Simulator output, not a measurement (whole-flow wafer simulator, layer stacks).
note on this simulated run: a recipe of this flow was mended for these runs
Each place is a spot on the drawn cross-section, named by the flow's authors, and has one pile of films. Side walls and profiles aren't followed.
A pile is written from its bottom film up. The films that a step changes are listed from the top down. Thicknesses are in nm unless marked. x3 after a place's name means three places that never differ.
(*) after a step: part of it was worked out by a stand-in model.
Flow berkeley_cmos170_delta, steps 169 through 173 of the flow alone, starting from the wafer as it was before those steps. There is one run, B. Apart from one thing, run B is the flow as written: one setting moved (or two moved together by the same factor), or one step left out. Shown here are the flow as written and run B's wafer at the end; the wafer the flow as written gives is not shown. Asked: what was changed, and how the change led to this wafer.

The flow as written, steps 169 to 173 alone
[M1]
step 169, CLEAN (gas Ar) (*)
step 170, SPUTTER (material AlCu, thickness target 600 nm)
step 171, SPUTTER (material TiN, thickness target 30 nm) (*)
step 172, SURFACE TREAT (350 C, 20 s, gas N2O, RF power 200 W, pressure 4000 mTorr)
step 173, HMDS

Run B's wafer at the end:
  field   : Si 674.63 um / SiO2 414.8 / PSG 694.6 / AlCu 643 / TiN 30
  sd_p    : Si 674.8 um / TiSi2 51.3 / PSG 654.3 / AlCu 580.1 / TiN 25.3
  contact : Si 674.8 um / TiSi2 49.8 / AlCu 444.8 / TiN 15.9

Cause: step 170, SPUTTER: thickness target 643 nm was run, while the flow as written has thickness target 600 nm.
The wafer itself shows it: field has AlCu 643, and step 170 as written asks for 600 nm.

Step by step, how the change led to this:
  step 170, SPUTTER (material AlCu, thickness target 600 nm)
      field, sd_n, spacer_n, gate, spacer_p, gate_p, m1: +643 AlCu (new film) (as written it would have been: +600 AlCu (new film))
      sd_p: +580.1 AlCu (new film) (as written it would have been: +539.5 AlCu (new film))
      (as well as at 1 more place)
